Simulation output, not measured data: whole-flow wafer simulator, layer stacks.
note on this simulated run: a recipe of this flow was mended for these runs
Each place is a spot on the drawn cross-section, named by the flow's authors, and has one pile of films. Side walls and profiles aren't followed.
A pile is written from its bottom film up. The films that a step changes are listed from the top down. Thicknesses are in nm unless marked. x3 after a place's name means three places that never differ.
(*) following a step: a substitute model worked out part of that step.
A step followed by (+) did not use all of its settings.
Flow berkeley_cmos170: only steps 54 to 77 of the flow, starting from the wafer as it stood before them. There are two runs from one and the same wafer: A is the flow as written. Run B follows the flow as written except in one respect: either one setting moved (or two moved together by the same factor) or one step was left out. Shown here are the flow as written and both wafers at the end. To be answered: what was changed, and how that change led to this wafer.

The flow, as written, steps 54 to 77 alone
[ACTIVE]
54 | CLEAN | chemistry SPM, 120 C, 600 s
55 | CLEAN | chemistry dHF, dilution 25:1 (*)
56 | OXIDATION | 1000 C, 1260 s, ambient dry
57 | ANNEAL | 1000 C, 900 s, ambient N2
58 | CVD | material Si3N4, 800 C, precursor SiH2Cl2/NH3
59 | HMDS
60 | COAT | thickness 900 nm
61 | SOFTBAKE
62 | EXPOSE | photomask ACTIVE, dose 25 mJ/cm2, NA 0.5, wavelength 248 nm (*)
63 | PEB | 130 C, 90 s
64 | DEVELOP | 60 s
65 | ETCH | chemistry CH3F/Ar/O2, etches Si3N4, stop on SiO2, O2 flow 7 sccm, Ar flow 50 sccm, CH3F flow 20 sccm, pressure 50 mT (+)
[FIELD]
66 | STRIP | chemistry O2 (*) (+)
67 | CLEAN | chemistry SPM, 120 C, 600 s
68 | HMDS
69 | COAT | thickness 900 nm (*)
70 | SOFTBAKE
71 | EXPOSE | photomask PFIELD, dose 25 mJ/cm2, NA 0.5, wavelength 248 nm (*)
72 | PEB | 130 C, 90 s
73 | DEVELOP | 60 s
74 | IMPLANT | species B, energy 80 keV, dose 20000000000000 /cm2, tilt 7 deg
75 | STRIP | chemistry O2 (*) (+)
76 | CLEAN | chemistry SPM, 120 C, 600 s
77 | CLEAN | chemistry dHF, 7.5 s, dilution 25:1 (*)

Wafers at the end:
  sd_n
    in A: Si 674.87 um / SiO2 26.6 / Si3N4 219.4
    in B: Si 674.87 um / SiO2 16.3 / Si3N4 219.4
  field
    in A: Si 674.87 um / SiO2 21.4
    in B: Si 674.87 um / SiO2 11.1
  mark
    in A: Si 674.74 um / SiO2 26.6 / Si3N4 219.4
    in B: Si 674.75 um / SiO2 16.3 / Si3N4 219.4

The reason: step 56, OXIDATION: 504 s was run, while the flow as written has 1260 s.

Step by step, how the change led to this:
  56 | OXIDATION | 1000 C, 1260 s, ambient dry
      field, mark, sd_n and 10 more: A +26.6 SiO2 (new film), -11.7 Si | B +16.3 SiO2 (new film), -7.16 Si
